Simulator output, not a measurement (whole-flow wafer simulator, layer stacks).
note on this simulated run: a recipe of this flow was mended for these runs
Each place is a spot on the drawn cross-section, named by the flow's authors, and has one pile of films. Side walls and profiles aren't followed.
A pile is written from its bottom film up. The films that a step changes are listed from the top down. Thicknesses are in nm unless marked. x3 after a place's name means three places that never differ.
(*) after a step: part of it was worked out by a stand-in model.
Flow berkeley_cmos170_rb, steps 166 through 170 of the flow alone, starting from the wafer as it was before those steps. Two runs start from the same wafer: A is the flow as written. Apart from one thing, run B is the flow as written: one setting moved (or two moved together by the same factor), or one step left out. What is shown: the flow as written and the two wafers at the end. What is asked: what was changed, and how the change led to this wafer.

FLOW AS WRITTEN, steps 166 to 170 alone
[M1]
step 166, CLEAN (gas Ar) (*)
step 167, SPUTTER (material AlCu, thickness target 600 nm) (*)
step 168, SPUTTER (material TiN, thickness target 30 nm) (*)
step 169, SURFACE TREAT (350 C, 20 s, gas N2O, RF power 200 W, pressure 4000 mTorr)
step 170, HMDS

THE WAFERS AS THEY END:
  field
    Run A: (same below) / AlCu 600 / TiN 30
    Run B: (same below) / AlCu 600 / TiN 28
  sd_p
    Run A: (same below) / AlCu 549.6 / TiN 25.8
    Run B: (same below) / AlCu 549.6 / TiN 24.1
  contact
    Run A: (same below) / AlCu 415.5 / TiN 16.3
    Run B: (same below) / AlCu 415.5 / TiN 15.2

What caused this: step 168, SPUTTER: thickness target 28 nm was run, though the flow has thickness target 30 nm.
The wafer itself shows it: field has TiN 28, and step 168 as written asks for 30 nm.

The path from the change to this, step by step:
  step 168, SPUTTER (material TiN, thickness target 30 nm) (*)
      field, sd_n, spacer_n, gate, spacer_p, gate_p, m1: A +30 TiN (new film) | B +28 TiN (new film)
      sd_p: A +25.8 TiN (new film) | B +24.1 TiN (new film)
      (as well as at 1 more place)
